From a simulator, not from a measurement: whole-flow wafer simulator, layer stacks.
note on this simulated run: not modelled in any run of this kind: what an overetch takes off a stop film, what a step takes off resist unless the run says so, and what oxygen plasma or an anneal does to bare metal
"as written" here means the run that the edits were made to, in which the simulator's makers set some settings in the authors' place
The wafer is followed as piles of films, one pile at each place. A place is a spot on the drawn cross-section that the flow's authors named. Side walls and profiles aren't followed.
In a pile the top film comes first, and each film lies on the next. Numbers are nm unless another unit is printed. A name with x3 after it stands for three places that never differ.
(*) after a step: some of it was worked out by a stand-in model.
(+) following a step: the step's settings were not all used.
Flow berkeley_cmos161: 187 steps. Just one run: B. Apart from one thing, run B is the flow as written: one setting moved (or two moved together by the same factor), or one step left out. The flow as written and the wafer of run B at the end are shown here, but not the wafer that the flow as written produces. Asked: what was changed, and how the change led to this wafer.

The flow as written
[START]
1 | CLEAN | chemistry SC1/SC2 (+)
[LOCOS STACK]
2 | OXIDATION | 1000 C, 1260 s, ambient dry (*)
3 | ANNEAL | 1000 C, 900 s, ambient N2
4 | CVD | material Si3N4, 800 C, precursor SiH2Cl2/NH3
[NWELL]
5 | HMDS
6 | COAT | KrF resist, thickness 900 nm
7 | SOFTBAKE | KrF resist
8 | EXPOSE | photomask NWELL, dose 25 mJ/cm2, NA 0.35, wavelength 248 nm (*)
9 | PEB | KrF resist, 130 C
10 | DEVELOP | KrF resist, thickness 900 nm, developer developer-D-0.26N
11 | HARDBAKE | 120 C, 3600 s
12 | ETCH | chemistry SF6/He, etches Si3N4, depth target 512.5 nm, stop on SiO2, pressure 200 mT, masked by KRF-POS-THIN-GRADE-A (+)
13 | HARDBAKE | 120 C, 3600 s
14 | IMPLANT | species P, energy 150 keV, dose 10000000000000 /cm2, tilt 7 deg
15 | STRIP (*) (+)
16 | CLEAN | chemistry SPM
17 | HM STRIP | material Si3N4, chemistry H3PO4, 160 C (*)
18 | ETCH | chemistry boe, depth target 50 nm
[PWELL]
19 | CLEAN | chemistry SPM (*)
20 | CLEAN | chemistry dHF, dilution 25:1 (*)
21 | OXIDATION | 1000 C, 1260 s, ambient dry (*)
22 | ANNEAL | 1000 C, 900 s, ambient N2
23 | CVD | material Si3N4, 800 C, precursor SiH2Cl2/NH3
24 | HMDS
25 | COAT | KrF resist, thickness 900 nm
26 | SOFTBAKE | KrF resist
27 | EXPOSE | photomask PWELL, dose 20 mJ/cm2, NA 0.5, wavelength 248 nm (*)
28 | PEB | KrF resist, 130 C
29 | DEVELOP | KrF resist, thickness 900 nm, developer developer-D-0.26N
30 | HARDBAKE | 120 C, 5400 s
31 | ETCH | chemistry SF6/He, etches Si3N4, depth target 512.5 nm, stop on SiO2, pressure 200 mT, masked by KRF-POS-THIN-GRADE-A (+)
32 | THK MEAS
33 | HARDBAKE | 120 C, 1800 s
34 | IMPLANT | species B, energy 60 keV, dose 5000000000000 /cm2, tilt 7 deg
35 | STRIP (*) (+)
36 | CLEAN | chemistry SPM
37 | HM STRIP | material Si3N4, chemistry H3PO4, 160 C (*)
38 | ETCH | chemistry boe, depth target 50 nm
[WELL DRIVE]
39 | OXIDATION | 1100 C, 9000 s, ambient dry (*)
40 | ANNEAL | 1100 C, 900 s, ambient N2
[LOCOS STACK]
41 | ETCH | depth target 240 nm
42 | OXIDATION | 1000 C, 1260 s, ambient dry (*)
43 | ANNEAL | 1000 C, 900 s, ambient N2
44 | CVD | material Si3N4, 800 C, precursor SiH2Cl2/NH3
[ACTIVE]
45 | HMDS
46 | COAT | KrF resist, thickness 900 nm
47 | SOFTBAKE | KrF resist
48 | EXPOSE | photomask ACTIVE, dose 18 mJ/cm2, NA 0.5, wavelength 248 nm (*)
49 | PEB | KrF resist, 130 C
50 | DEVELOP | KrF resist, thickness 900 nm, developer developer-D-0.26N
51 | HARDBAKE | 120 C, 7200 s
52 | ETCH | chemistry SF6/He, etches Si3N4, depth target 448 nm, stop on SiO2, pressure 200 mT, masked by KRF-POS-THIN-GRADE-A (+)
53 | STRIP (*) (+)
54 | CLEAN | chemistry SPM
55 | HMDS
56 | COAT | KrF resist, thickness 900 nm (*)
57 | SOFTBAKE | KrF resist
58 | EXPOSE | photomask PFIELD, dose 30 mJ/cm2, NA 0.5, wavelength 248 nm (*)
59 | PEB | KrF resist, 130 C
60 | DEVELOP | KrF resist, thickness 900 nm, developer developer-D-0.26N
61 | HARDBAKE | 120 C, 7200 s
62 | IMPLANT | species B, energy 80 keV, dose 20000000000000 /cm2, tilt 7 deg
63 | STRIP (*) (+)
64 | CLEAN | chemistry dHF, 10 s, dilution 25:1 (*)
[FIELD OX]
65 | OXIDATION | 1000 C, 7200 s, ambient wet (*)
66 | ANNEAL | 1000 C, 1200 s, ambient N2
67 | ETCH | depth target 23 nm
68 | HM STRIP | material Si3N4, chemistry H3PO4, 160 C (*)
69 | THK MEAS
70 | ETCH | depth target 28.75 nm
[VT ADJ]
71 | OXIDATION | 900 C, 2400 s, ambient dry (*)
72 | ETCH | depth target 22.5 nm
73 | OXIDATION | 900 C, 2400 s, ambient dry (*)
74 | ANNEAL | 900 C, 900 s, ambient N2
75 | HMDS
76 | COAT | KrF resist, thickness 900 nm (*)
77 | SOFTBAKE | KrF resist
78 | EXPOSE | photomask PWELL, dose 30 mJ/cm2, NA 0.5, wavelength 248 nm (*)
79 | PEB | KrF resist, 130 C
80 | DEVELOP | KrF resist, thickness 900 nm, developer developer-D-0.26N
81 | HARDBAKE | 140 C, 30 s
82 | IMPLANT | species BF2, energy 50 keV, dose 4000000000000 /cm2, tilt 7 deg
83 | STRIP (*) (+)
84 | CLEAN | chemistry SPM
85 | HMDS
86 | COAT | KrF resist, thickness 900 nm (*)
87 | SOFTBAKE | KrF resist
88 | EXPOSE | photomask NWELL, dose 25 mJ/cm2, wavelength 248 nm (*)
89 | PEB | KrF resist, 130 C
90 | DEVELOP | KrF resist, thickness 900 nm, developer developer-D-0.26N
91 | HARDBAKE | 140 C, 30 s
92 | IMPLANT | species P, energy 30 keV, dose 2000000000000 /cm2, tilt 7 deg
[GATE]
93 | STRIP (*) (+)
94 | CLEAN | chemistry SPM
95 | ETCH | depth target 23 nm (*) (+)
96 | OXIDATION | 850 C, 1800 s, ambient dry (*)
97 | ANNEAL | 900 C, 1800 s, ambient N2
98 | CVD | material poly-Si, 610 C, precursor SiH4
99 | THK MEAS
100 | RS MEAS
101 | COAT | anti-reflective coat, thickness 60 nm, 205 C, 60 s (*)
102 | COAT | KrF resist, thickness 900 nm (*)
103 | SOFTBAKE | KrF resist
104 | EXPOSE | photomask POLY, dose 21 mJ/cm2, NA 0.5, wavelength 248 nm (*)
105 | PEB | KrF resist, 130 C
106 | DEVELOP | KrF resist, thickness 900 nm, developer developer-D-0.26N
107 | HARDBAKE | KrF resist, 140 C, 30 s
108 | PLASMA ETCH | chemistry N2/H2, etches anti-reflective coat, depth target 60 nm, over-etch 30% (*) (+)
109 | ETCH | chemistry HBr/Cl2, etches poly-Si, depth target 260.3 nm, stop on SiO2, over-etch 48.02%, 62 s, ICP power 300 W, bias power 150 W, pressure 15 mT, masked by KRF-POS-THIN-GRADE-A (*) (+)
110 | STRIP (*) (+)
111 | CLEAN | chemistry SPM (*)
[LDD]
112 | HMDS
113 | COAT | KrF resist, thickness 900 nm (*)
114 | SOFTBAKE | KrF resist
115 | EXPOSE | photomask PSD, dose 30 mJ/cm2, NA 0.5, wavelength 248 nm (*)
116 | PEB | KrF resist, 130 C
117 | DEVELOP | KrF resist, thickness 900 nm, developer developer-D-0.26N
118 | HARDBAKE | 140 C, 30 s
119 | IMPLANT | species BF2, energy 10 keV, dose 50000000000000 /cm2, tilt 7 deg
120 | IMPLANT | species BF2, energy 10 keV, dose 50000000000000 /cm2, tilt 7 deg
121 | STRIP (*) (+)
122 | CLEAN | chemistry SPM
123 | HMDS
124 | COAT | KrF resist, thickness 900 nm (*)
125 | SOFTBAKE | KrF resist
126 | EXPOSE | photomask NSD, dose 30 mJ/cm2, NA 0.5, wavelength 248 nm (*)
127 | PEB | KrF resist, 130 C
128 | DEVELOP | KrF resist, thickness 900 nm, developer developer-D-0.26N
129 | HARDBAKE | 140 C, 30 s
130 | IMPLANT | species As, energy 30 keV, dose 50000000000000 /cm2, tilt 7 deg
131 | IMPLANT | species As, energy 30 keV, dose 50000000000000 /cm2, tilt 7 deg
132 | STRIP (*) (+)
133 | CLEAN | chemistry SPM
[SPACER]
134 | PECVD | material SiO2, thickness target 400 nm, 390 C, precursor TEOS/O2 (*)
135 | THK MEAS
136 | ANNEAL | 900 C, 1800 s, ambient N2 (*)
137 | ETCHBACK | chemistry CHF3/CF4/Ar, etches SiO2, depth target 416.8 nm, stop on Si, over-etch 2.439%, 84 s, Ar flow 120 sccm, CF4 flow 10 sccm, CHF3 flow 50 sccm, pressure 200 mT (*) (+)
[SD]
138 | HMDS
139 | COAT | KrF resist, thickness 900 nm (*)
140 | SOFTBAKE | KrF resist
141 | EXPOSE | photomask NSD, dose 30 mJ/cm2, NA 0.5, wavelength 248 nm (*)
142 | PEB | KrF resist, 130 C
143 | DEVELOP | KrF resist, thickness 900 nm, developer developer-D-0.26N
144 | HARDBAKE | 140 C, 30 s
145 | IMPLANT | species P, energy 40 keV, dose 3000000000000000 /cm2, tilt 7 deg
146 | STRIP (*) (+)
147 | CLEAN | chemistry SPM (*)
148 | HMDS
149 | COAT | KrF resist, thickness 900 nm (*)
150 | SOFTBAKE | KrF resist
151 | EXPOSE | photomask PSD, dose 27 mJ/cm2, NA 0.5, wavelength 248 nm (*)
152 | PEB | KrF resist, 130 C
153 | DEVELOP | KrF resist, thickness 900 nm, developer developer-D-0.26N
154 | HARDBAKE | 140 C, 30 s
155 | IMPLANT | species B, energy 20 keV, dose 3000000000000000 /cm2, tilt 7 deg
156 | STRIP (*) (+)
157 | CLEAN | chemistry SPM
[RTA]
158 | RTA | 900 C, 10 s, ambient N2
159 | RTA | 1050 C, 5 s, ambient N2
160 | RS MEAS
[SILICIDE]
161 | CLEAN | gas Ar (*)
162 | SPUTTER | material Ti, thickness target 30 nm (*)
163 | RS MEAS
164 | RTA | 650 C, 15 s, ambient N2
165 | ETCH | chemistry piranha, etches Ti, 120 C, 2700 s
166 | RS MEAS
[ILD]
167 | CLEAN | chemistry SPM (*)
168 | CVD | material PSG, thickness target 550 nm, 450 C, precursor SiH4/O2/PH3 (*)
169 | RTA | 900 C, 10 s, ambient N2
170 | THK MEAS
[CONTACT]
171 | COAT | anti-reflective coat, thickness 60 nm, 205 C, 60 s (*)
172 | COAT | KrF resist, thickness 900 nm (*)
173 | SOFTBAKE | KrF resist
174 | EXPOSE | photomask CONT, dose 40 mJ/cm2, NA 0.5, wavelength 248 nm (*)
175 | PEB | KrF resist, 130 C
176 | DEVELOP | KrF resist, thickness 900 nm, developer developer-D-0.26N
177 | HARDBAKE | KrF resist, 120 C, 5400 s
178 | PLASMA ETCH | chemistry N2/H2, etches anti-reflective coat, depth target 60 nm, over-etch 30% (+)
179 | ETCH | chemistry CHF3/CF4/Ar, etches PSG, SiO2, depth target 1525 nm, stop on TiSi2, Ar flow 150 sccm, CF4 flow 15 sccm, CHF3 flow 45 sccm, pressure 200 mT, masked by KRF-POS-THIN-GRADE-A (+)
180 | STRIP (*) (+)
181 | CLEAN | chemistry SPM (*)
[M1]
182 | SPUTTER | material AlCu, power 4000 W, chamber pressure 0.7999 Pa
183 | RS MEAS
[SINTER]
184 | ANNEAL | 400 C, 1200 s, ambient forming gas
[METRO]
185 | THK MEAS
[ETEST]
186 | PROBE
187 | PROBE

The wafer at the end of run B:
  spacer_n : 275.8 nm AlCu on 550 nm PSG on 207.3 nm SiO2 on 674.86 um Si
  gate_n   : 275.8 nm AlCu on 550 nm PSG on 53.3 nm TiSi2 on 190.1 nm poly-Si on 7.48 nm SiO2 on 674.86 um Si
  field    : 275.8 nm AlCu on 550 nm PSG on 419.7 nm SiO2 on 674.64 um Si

The reason: step 46, COAT: thickness 450 nm was run, whereas the flow has thickness 900 nm; step 72, ETCH: depth target 11.2 nm was run, where the flow has depth target 22.5 nm.

The path from the change to this, step by step:
  46 | COAT | KrF resist, thickness 900 nm
      field, sd_n, spacer_n and 6 more: KrF resist gains 450 (new film) (it would be, as written: KrF resist gains 900 (new film))
  49 | PEB | KrF resist, 130 C
      field, sd_n, spacer_n and 6 more: KrF resist loses 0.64 (it would be, as written: KrF resist loses 1.44)
  50 | DEVELOP | KrF resist, thickness 900 nm, developer developer-D-0.26N
      field: KrF resist loses 449.4 (all of it) (it would be, as written: KrF resist loses 898.6 (all of it))
  51 | HARDBAKE | 120 C, 7200 s
      sd_n, spacer_n, gate_n, sd_p, spacer_p, gate_p, contact, m1: KrF resist loses 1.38 (it would be, as written: KrF resist loses 2.9)
  53 | STRIP (*) (+)
      sd_n, spacer_n, gate_n, sd_p, spacer_p, gate_p, contact, m1: KrF resist loses 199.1 (all of it) (it would be, as written: KrF resist loses 646.8 (all of it))
  72 | ETCH | depth target 22.5 nm
      sd_n, spacer_n, gate_n, sd_p, spacer_p, gate_p, contact, m1: SiO2 loses 11.2 (it would be, as written: SiO2 loses 14.9 (all of it))
      field: SiO2 loses 11.2 (it would be, as written: SiO2 loses 22.5)
  73 | OXIDATION | 900 C, 2400 s, ambient dry (*)
      sd_n, spacer_n, gate_n, sd_p, spacer_p, gate_p, contact, m1: SiO2 gains 12, Si loses 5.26 (it would be, as written: SiO2 gains 14.9 (new film), Si loses 6.57)
  95 | ETCH | depth target 23 nm (*) (+)
      sd_n, spacer_n, gate_n, sd_p, spacer_p, gate_p, contact, m1: SiO2 loses 15.7 (all of it) (it would be, as written: SiO2 loses 14.9 (all of it))
  101 | COAT | anti-reflective coat, thickness 60 nm, 205 C, 60 s (*)
      sd_n: anti-reflective coat gains 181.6 (new film) (it would be, as written: anti-reflective coat gains 173.5 (new film))
      spacer_n: anti-reflective coat gains 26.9 (new film) (it would be, as written: anti-reflective coat gains 28.7 (new film))
      (also at 4 further places)
  108 | PLASMA ETCH | chemistry N2/H2, etches anti-reflective coat, depth target 60 nm, over-etch 30% (*) (+)
      sd_n: anti-reflective coat loses 181.6 (all of it), poly-Si loses 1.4 (it would be, as written: anti-reflective coat loses 173.5 (all of it), poly-Si loses 1.33)
      spacer_n: anti-reflective coat loses 26.9 (all of it), poly-Si loses 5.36 (it would be, as written: anti-reflective coat loses 28.7 (all of it), poly-Si loses 5.05)
      (also at 2 further places)
  110 | STRIP (*) (+)
      gate_n: chemical SiO2 gains 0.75 (new film), KrF resist loses 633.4 (all of it), anti-reflective coat loses 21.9 (all of it), poly-Si loses 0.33 (it would be, as written: chemical SiO2 gains 0.75 (new film), KrF resist loses 626.8 (all of it), anti-reflective coat loses 23.7 (all of it), poly-Si loses 0.33)
      gate_p: chemical SiO2 gains 0.75 (new film), KrF resist loses 602.1 (all of it), anti-reflective coat loses 26.9 (all of it), poly-Si loses 0.33 (it would be, as written: chemical SiO2 gains 0.75 (new film), KrF resist loses 598.2 (all of it), anti-reflective coat loses 27.9 (all of it), poly-Si loses 0.33)
  171 | COAT | anti-reflective coat, thickness 60 nm, 205 C, 60 s (*)
      sd_n: anti-reflective coat gains 158 (new film) (it would be, as written: anti-reflective coat gains 149.7 (new film))
      m1: anti-reflective coat gains 100.3 (new film) (it would be, as written: anti-reflective coat gains 97.8 (new film))
  180 | STRIP (*) (+)
      sd_n: KrF resist loses 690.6 (all of it), anti-reflective coat loses 158 (all of it) (it would be, as written: KrF resist loses 692.5 (all of it), anti-reflective coat loses 149.7 (all of it))
      m1: KrF resist loses 743.4 (all of it), anti-reflective coat loses 100.3 (all of it) (it would be, as written: KrF resist loses 739.9 (all of it), anti-reflective coat loses 97.8 (all of it))
